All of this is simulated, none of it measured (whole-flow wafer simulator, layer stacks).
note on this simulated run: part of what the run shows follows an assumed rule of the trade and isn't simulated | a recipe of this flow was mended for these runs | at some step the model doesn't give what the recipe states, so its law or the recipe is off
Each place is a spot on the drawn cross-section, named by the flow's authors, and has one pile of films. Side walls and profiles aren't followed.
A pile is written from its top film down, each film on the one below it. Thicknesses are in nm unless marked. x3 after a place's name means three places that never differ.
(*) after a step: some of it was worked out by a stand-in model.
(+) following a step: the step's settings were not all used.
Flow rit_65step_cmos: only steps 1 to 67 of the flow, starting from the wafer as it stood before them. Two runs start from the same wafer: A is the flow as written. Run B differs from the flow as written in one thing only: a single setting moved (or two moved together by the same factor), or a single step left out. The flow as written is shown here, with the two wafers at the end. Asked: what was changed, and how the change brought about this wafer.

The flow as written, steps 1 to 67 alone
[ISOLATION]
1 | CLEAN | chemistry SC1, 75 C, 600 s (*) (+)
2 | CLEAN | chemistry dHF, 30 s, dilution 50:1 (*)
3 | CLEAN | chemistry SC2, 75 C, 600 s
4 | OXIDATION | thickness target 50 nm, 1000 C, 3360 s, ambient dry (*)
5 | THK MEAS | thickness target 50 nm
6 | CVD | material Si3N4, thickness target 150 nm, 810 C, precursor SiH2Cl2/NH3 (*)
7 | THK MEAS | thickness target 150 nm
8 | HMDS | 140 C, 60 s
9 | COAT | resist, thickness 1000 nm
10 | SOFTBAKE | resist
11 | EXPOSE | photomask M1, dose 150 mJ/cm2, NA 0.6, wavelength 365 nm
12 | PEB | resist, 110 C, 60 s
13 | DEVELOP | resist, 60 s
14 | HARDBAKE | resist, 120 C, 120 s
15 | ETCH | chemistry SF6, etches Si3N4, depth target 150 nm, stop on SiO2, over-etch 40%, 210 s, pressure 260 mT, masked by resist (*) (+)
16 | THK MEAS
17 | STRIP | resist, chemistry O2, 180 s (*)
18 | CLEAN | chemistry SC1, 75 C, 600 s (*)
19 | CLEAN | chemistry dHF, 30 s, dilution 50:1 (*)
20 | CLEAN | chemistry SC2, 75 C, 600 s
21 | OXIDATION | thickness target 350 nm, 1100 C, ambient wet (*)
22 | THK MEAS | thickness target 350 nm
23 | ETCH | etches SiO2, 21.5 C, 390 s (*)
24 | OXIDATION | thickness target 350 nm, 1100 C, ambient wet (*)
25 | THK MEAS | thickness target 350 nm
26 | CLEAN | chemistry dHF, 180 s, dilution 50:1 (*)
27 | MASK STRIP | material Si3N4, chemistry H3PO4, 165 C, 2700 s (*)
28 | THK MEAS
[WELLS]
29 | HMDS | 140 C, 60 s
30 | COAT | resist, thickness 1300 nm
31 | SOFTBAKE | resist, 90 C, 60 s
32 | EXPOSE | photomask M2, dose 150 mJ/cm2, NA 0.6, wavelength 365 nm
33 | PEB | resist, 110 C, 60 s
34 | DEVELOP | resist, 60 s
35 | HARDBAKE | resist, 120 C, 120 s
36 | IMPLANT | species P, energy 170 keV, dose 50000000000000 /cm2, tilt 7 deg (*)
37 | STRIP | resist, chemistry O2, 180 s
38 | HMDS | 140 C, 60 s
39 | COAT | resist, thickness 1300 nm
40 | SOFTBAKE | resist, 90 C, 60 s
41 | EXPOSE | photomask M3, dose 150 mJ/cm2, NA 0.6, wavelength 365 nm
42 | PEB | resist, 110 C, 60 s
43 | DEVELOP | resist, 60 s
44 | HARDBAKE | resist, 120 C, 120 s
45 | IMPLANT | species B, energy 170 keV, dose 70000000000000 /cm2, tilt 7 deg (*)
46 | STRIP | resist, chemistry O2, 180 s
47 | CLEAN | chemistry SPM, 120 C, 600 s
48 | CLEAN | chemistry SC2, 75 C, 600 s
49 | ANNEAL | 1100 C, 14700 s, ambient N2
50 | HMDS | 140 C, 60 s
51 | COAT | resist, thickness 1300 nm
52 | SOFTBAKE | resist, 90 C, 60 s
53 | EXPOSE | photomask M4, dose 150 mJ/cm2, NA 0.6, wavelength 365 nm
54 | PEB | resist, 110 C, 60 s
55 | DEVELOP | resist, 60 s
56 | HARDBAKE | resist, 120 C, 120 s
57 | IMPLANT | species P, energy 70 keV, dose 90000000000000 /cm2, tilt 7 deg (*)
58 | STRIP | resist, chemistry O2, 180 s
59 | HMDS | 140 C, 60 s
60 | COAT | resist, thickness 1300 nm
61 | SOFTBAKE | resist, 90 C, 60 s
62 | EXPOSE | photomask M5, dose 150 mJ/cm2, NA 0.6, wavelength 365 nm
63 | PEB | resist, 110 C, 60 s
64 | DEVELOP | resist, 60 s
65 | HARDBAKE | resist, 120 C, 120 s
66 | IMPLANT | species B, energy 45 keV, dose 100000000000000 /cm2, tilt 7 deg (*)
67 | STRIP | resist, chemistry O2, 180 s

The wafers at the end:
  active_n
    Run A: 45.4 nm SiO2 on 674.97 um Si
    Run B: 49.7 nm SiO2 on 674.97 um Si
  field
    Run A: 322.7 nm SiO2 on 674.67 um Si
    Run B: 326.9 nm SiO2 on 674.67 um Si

Cause: step 27, MASK STRIP: 1620 s was run, whereas the flow has 2700 s.

How this came from the change, step by step:
  27 | MASK STRIP | material Si3N4, chemistry H3PO4, 165 C, 2700 s (*)
      active_n, active_p, gate_n and 7 more: A Si3N4 loses 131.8 (all of it), SiO2 loses 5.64 | B Si3N4 loses 131.8 (all of it), SiO2 loses 1.37
      field, field_pw, field_nw, field_p: A SiO2 loses 10.7 | B SiO2 loses 6.4
